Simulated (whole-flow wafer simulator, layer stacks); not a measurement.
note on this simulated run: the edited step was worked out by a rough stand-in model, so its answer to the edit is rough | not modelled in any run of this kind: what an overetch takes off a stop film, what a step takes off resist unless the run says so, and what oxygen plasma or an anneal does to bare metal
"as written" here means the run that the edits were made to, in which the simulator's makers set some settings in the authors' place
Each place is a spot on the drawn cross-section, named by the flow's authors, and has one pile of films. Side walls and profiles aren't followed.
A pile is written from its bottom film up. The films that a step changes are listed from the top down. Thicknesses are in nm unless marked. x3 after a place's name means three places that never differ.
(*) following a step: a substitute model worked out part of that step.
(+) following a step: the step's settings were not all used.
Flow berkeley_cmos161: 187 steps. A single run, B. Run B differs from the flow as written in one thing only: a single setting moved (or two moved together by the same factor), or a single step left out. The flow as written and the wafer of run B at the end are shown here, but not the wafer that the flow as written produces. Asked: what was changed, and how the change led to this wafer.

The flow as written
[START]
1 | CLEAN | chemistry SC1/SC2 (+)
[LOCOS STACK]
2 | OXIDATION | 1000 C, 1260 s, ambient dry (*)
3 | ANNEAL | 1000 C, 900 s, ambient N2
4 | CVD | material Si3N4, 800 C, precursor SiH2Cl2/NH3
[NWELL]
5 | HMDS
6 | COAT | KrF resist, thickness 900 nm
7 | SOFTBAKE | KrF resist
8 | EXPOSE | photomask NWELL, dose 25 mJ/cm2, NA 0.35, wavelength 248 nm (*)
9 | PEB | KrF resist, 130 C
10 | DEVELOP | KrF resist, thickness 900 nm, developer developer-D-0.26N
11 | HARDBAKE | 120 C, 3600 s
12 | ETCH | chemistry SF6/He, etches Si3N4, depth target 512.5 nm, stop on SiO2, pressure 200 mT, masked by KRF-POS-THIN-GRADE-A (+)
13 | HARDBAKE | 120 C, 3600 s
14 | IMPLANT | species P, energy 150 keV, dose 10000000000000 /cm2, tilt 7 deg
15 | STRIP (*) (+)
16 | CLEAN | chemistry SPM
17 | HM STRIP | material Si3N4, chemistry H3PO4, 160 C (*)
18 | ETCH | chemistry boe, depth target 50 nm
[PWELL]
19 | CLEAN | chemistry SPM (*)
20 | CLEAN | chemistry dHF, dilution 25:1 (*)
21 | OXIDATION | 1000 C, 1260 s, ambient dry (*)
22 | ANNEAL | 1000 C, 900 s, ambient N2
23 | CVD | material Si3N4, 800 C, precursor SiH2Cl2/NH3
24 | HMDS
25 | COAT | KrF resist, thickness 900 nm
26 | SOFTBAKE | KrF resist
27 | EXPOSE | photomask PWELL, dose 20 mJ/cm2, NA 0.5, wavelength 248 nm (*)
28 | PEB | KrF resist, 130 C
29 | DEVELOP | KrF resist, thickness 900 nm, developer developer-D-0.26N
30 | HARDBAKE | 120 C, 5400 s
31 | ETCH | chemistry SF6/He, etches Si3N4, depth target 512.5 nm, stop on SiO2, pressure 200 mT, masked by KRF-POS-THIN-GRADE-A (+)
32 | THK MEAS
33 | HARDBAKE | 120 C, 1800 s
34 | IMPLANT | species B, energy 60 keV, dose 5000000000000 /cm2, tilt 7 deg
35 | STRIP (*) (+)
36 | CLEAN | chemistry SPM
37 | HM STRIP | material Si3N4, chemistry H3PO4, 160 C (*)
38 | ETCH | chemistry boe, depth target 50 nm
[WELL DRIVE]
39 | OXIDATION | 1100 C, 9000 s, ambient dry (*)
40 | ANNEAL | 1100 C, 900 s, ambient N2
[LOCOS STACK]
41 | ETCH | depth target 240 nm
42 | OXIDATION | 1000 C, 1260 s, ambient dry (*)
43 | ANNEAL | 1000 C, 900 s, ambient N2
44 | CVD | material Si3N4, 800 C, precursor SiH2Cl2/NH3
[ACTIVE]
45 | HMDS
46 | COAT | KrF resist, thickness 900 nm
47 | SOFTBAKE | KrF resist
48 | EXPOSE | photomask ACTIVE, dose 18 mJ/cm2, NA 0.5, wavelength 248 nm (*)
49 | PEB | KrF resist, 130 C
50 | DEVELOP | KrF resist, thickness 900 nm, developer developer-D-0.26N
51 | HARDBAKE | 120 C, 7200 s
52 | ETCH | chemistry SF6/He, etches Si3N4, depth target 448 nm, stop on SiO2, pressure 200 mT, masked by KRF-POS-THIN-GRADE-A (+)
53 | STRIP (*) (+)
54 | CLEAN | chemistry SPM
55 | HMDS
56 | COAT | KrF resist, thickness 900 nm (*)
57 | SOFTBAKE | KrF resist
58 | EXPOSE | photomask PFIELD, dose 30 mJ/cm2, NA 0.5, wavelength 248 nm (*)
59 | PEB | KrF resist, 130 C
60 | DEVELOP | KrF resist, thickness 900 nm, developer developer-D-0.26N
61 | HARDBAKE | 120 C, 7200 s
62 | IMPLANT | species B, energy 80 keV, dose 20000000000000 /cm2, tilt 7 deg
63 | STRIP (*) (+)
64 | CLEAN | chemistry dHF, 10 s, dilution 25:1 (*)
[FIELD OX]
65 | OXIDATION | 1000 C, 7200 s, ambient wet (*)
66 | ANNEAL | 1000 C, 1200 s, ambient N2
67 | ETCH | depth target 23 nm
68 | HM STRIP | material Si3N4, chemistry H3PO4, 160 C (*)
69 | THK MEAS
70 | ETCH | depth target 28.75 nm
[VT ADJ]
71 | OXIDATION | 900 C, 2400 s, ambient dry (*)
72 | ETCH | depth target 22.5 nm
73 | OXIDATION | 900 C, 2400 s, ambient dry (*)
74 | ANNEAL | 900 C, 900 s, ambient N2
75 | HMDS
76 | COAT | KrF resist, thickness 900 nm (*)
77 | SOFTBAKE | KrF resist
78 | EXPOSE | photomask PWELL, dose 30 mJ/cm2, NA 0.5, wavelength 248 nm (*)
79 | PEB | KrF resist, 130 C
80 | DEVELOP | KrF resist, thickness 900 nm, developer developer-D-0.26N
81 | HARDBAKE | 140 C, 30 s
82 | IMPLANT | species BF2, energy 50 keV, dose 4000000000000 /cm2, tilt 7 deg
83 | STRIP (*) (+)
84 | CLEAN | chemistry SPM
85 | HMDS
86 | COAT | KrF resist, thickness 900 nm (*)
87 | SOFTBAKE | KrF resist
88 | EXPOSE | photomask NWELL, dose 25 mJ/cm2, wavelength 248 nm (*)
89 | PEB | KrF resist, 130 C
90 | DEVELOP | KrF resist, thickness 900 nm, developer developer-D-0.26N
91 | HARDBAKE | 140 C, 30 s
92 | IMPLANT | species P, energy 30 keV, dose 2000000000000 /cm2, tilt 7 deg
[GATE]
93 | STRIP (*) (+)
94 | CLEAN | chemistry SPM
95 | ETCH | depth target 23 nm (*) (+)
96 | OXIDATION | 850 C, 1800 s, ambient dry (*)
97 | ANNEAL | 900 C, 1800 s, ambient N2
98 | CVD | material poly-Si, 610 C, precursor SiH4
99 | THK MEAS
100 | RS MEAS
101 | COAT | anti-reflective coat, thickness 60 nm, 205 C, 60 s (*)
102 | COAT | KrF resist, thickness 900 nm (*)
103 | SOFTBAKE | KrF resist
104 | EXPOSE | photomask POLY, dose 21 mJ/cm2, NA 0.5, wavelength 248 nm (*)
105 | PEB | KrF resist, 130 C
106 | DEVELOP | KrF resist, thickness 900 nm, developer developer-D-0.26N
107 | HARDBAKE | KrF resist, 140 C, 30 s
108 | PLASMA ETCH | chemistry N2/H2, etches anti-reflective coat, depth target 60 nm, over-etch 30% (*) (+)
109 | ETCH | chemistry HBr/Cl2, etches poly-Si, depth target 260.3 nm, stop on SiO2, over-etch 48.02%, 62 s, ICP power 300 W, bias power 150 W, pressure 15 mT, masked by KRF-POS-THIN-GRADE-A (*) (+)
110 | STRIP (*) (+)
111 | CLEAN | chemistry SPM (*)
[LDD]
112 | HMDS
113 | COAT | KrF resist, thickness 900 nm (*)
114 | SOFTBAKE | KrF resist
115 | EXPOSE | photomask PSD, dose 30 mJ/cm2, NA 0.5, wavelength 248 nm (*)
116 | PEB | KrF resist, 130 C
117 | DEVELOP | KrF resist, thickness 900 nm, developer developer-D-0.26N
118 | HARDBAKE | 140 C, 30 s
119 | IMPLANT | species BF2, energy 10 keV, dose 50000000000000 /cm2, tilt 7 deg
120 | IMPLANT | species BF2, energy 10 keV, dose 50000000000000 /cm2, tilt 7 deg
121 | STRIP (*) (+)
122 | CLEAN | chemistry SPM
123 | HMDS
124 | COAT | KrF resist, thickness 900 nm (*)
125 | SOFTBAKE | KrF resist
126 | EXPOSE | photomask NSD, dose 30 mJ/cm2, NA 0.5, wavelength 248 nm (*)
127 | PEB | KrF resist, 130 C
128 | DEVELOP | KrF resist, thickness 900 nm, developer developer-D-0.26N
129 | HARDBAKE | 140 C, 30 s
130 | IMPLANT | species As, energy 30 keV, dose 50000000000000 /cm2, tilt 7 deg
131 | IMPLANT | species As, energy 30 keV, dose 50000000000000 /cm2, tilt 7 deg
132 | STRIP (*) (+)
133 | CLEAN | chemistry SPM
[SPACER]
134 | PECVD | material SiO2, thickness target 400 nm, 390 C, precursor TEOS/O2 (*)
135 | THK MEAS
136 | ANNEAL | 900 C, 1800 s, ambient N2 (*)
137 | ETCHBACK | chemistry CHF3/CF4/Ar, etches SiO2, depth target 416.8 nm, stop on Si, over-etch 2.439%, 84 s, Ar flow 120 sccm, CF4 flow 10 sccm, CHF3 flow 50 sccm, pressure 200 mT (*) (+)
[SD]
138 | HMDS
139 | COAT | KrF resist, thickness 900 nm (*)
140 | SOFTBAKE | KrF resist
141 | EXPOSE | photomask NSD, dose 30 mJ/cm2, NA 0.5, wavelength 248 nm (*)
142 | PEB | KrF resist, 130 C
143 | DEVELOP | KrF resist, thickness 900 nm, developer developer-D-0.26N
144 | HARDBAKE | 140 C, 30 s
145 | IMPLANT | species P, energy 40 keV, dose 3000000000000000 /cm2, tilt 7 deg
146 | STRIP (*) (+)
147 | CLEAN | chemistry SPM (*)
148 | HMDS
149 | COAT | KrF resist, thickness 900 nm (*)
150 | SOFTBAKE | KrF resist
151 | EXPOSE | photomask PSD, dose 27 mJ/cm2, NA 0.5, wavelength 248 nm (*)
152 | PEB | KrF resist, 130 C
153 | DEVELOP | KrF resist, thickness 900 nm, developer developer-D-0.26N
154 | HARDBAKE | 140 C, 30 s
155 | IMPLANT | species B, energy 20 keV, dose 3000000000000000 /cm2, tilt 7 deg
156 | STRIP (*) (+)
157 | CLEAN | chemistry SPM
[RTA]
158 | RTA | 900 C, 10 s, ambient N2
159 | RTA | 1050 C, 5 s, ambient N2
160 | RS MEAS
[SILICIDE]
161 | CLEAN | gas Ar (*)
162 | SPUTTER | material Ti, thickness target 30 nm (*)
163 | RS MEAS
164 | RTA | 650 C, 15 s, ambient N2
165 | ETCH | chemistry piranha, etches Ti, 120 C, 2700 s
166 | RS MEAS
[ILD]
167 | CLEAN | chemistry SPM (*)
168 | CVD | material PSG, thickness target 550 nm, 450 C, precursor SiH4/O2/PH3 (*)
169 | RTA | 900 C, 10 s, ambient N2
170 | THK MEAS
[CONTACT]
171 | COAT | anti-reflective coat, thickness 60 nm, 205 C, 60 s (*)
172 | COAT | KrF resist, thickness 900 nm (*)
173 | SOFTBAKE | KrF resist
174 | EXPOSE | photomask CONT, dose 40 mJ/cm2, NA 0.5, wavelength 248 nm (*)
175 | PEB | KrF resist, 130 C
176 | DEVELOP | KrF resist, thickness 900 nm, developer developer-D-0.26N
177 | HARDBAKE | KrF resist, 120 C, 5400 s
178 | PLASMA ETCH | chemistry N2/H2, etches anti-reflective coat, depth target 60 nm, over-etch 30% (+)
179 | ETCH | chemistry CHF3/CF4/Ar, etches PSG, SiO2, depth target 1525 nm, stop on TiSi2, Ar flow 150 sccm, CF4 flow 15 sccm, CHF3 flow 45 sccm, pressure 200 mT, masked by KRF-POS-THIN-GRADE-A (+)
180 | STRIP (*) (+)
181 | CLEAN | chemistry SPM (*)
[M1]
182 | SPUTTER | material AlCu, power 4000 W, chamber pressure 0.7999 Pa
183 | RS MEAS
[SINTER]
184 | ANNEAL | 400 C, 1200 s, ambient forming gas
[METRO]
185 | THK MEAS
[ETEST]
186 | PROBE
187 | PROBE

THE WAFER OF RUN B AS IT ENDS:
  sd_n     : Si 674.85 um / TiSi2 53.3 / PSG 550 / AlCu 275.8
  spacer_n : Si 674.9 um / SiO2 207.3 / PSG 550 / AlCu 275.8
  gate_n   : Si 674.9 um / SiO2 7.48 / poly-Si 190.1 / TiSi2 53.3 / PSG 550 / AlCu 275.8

What caused this: step 39, OXIDATION: 3600 s was run, whereas the flow has 9000 s.

How this came from the change, step by step:
  39 | OXIDATION | 1100 C, 9000 s, ambient dry (*)
      field, sd_n, spacer_n and 6 more: +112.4 SiO2 (new film), -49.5 Si (in the flow as written it would be: +197.6 SiO2 (new film), -86.9 Si)
  41 | ETCH | depth target 240 nm
      field, sd_n, spacer_n and 6 more: -112.4 SiO2 (all of it) (in the flow as written it would be: -197.6 SiO2 (all of it))
